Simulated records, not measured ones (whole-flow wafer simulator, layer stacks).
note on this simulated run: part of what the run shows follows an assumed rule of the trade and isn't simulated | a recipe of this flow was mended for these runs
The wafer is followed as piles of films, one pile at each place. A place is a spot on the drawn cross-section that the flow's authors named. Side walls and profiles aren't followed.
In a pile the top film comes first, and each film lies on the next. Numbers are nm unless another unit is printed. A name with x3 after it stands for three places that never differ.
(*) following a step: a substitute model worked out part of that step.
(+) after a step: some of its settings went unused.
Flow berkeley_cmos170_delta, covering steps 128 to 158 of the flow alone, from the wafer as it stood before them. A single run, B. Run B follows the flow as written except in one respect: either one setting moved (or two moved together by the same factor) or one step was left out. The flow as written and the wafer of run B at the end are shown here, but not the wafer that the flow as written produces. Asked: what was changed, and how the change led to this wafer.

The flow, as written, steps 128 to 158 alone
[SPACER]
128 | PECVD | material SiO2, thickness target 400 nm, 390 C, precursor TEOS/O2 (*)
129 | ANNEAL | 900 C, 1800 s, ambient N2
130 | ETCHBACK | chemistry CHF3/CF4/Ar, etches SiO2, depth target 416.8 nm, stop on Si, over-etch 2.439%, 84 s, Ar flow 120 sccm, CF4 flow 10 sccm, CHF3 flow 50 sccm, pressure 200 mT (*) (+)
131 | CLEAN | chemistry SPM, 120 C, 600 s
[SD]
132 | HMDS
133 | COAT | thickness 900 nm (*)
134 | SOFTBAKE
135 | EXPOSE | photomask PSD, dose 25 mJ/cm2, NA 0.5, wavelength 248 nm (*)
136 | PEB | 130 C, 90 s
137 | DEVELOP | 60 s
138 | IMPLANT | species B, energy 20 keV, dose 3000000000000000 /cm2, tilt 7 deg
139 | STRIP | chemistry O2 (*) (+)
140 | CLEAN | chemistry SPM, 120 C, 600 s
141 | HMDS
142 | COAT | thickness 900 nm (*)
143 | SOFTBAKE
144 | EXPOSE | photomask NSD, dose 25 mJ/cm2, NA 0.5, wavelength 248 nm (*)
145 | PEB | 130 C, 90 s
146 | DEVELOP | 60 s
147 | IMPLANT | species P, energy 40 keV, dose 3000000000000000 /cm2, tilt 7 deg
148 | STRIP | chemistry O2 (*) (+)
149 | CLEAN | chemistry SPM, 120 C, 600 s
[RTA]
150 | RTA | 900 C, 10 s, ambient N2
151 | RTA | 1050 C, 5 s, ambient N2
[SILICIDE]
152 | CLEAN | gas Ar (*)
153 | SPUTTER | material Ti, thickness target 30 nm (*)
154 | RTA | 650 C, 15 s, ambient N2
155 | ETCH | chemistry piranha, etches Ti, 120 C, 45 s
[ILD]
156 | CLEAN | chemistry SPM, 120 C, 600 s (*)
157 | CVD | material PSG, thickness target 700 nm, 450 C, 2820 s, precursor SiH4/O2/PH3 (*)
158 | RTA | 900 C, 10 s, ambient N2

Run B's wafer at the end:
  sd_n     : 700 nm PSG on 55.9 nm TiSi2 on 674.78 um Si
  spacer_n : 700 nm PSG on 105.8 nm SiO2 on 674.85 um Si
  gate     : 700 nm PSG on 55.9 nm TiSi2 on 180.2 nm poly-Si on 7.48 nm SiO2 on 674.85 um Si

Cause: step 128, PECVD: thickness target 280 nm was run, whereas the flow has thickness target 400 nm.

The path from the change to this, step by step:
  128 | PECVD | material SiO2, thickness target 400 nm, 390 C, precursor TEOS/O2 (*)
      field, sd_n, contact, m1: SiO2 gains 280 (as written it would have been: SiO2 gains 400)
      spacer_n, sd_p, spacer_p: SiO2 gains 269.1 (as written it would have been: SiO2 gains 383.7)
      (and at 2 other places as well)
  130 | ETCHBACK | chemistry CHF3/CF4/Ar, etches SiO2, depth target 416.8 nm, stop on Si, over-etch 2.439%, 84 s, Ar flow 120 sccm, CF4 flow 10 sccm, CHF3 flow 50 sccm, pressure 200 mT (*) (+)
      spacer_n, spacer_p: SiO2 loses 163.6 (as written it would have been: SiO2 loses 158.2)
      sd_n: SiO2 loses 286 (all of it), Si loses 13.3 (as written it would have been: SiO2 loses 406 (all of it), Si loses 2.34)
      (and at 5 other places as well)
  133 | COAT | thickness 900 nm (*)
      field: KrF-resist gains 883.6 (new film) (as written it would have been: KrF-resist gains 861.2 (new film))
      sd_n: KrF-resist gains 950.5 (new film) (as written it would have been: KrF-resist gains 1013.7 (new film))
      (and at 7 other places as well)
  137 | DEVELOP | 60 s
      sd_p: KrF-resist loses 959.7 (all of it) (as written it would have been: KrF-resist loses 1014.9 (all of it))
      spacer_p: KrF-resist loses 849.9 (all of it) (as written it would have been: KrF-resist loses 792.3 (all of it))
      (and at 1 other place as well)
  139 | STRIP | chemistry O2 (*) (+)
      field: KrF-resist loses 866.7 (all of it) (as written it would have been: KrF-resist loses 844.3 (all of it))
      sd_n: KrF-resist loses 933.4 (all of it), chemical SiO2 gains 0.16, Si loses 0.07 (as written it would have been: KrF-resist loses 996.5 (all of it), chemical SiO2 gains 0.17, Si loses 0.08)
      (and at 4 other places as well)
  142 | COAT | thickness 900 nm (*)
      field: KrF-resist gains 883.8 (new film) (as written it would have been: KrF-resist gains 861.6 (new film))
      sd_n: KrF-resist gains 950.4 (new film) (as written it would have been: KrF-resist gains 1013.7 (new film))
      (and at 7 other places as well)
  146 | DEVELOP | 60 s
      sd_n: KrF-resist loses 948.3 (all of it) (as written it would have been: KrF-resist loses 1011.4 (all of it))
      spacer_n: KrF-resist loses 852.2 (all of it) (as written it would have been: KrF-resist loses 799.8 (all of it))
      (and at 3 other places as well)
  148 | STRIP | chemistry O2 (*) (+)
      field: KrF-resist loses 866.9 (all of it) (as written it would have been: KrF-resist loses 844.7 (all of it))
      sd_p: KrF-resist loses 944.6 (all of it), chemical SiO2 gains 0.07 (as written it would have been: KrF-resist loses 999.9 (all of it), chemical SiO2 gains 0.07)
      (and at 2 other places as well)
  153 | SPUTTER | material Ti, thickness target 30 nm (*)
      sd_p: Ti gains 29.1 (new film) (as written it would have been: Ti gains 27.5 (new film))
  154 | RTA | 650 C, 15 s, ambient N2
      sd_p: Ti loses 22.7, TiSi first gains 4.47 (new film), TiSi2 C49 gains 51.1 (new film), Si loses 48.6 (as written it would have been: Ti loses 21.5, TiSi first gains 1.37 (new film), TiSi2 C49 gains 52.5 (new film), Si loses 47.8)
  157 | CVD | material PSG, thickness target 700 nm, 450 C, 2820 s, precursor SiH4/O2/PH3 (*)
      sd_p: PSG gains 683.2 (new film) (as written it would have been: PSG gains 659.7 (new film))
  158 | RTA | 900 C, 10 s, ambient N2
      sd_p: under 1 film: TiSi2 gains 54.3 (new film), TiSi first loses 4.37 (all of it), TiSi2 C49 loses 51.1 (all of it), Si loses 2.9 (as written it would have been: under 1 film: TiSi2 gains 51.3 (new film), TiSi first loses 1.27 (all of it), TiSi2 C49 loses 52.5 (all of it), Si loses 0.84)
